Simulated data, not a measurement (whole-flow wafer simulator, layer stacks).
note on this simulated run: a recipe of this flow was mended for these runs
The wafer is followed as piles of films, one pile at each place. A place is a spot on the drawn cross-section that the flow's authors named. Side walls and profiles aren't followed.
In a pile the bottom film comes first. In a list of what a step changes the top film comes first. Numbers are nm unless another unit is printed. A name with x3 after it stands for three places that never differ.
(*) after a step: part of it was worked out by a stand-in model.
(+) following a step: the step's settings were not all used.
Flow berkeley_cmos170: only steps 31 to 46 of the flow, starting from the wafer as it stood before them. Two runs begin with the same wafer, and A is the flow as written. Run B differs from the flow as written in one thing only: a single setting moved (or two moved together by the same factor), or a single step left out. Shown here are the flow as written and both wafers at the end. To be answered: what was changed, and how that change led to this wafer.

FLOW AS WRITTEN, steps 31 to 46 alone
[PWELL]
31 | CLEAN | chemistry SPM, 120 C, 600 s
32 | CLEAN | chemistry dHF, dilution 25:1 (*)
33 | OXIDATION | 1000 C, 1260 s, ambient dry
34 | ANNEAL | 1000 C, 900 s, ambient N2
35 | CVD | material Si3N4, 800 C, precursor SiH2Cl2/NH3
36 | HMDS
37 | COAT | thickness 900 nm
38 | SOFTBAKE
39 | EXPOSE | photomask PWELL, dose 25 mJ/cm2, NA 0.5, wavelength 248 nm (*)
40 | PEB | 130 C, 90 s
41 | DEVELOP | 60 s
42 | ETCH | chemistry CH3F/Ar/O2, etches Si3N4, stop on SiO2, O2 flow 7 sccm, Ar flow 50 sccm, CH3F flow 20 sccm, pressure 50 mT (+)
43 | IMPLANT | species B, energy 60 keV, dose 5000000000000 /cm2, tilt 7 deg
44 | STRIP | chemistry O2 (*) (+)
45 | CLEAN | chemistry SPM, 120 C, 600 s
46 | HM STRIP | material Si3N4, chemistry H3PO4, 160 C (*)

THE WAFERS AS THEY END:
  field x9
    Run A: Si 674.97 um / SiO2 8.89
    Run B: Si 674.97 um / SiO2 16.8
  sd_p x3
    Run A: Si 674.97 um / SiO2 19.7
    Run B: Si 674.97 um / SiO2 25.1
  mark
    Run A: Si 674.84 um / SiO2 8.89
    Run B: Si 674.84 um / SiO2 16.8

The reason: step 46, HM STRIP: 149 C was run, though the flow has 160 C.

How this came from the change, step by step:
  46 | HM STRIP | material Si3N4, chemistry H3PO4, 160 C (*)
      field x9, mark: A -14 SiO2 | B -6.07 SiO2
      sd_p x3: A -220 Si3N4 (all of it), -6.88 SiO2 | B -220 Si3N4 (all of it), -1.49 SiO2
